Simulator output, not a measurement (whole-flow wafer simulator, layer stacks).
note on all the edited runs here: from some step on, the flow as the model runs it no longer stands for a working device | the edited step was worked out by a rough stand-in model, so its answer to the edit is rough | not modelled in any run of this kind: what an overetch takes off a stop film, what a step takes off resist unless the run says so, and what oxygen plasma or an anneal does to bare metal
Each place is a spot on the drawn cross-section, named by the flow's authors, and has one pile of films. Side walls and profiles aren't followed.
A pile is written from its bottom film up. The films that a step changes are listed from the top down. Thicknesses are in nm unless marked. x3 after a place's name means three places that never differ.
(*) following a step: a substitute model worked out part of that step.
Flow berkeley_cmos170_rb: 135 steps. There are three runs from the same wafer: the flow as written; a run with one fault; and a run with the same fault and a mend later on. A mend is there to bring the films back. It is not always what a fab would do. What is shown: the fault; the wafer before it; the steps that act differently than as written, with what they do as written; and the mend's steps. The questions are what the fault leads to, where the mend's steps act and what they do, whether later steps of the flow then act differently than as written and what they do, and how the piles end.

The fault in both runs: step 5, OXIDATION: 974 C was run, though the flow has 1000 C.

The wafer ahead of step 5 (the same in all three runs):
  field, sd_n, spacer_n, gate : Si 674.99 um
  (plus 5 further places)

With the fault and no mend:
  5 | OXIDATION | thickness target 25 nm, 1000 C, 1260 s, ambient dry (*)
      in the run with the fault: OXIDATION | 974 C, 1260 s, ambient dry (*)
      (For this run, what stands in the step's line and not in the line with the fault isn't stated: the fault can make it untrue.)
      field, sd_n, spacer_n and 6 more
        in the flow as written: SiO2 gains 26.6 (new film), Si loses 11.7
        in the run with the fault: SiO2 gains 20.7 (new film), Si loses 9.09
  Steps further on in the flow that do not act as written:
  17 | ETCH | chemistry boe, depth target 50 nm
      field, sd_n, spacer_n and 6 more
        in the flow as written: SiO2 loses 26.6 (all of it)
        in the run with the fault: SiO2 loses 20.7 (all of it)
  At the end the piles are close to the flow's at the places that both follow, differing by at most 2% or 0.5 nm, whichever is larger.

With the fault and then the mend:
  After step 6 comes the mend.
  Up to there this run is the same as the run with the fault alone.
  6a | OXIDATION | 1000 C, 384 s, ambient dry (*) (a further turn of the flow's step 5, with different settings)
      field, sd_n, spacer_n and 6 more
        SiO2 gains 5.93, Si loses 2.61
  None of the later steps of the flow acts differently than as written at any place that is followed.
  At every place that both follow, the piles at the end match the flow's.
